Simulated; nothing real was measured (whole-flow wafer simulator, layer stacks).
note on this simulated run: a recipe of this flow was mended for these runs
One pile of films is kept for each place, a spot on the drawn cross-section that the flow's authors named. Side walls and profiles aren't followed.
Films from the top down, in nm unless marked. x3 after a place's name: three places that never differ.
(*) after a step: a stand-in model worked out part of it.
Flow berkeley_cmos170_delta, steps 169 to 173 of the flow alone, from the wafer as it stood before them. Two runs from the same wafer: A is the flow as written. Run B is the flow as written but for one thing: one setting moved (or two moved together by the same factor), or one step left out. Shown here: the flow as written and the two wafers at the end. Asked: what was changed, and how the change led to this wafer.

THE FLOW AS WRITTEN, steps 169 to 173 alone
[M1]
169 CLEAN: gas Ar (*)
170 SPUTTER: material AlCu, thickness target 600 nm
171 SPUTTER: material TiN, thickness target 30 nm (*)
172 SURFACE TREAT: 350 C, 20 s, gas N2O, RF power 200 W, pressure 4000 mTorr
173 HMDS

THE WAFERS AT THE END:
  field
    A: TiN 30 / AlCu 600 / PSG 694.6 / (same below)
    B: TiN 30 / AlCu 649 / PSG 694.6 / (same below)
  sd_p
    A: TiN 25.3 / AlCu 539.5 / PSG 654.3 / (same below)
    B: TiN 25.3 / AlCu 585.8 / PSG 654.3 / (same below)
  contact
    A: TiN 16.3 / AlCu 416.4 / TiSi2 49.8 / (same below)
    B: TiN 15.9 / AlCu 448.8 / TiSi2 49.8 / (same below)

The cause: step 170, SPUTTER: thickness target 649 nm was run, where the flow has thickness target 600 nm.
It can be read off the wafer: field has AlCu 649, and step 170 as written asks for 600 nm.

How the change led to this, step by step:
  170 SPUTTER: material AlCu, thickness target 600 nm
      field, sd_n, spacer_n, gate, spacer_p, gate_p, m1: A AlCu +600 (new film) | B AlCu +649 (new film)
      sd_p: A AlCu +539.5 (new film) | B AlCu +585.8 (new film)
      (and at 1 more place)
